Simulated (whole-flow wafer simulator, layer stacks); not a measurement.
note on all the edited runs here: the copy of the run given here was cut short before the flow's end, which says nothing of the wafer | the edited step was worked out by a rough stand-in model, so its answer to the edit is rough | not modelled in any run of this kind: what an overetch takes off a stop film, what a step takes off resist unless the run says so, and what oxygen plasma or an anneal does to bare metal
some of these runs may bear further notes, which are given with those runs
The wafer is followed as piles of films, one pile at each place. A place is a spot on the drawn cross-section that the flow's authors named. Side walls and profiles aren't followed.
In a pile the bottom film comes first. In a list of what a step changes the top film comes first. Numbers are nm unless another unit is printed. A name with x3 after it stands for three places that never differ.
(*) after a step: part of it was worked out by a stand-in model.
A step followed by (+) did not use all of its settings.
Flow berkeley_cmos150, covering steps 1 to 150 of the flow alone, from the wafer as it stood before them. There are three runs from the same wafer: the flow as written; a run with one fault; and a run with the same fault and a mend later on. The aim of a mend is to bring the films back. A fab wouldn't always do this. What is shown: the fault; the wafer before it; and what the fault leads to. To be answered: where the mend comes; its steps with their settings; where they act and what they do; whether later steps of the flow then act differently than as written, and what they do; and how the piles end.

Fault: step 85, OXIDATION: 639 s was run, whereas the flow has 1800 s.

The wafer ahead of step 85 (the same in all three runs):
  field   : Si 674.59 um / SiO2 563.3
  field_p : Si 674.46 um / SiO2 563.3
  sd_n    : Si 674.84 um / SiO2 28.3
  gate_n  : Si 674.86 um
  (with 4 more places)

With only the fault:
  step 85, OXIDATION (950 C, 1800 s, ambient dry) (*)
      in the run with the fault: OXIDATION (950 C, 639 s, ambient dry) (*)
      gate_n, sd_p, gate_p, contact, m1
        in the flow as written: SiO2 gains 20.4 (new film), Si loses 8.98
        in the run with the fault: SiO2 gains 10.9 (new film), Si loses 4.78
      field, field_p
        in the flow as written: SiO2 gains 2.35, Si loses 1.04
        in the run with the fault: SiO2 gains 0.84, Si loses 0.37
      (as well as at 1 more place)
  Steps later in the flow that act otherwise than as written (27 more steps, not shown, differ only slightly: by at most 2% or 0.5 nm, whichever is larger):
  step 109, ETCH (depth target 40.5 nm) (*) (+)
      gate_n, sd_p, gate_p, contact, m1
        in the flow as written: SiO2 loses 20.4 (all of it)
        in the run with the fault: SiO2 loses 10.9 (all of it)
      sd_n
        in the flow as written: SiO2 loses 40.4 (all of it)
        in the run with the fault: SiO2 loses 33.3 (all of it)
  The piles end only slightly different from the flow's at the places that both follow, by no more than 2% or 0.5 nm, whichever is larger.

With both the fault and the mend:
  After step 94 comes the mend.
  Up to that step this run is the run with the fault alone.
  step 94a, STRIP (*) (+)
      field_p
        KrF resist loses 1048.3 (all of it)
      sd_p
        KrF resist loses 1275.8 (all of it)
      gate_p
        KrF resist loses 1250.2 (all of it)
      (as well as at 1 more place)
  step 94b, CLEAN (chemistry SPM, 600 s) (the flow's step 77, run once more)
      does not change any film at any place that is followed
  step 94c, OXIDATION (950 C, 1050 s, ambient dry) (*) (the flow's step 85, run once more with other settings)
      gate_n, sd_p, gate_p, contact, m1
        SiO2 gains 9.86, Si loses 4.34
      field, field_p
        SiO2 gains 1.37, Si loses 0.6
      sd_n
        SiO2 gains 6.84, Si loses 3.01
  step 94d, HMDS (the flow's step 88, run once more)
      does not change any film at any place that is followed
  step 94e, COAT (KrF resist, thickness 1100 nm) (*) (the flow's step 89, run once more)
      field
        KrF resist gains 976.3 (new film)
      field_p
        KrF resist gains 1087.8 (new film)
      sd_n
        KrF resist gains 1243.1 (new film)
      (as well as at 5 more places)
  step 94f, SOFTBAKE (KrF resist) (the flow's step 90, run once more)
      does not change any film at any place that is followed
  step 94g, EXPOSE (photomask NWELL INV, NA 0.5, wavelength 248 nm) (*) (the flow's step 91, run once more)
      does not change any film at any place that is followed
  step 94h, PEB (KrF resist, 110 C, 90 s) (the flow's step 92, run once more)
      field
        KrF resist loses 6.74
      field_p
        KrF resist loses 7.53
      sd_n
        KrF resist loses 8.63
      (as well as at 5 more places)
  step 94i, DEVELOP (KrF resist, thickness 1100 nm, developer developer-D-0.26N, 45 s) (the flow's step 93, run once more)
      field_p, sd_p, gate_p, m1
        KrF resist loses 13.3
      field
        KrF resist loses 969.5 (all of it)
      sd_n
        KrF resist loses 1234.5 (all of it)
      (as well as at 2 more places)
  step 94j, HARDBAKE (120 C, 7200 s) (the flow's step 94, run once more)
      field_p
        KrF resist loses 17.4
      sd_p
        KrF resist loses 21.4
      gate_p
        KrF resist loses 20.9
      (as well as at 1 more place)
  Later steps of the flow that are run all act as written at every place that is followed, up to a difference of at most 2% or 0.5 nm, whichever is larger.
  The piles end only slightly different from the flow's at the places that both follow, by no more than 2% or 0.5 nm, whichever is larger.
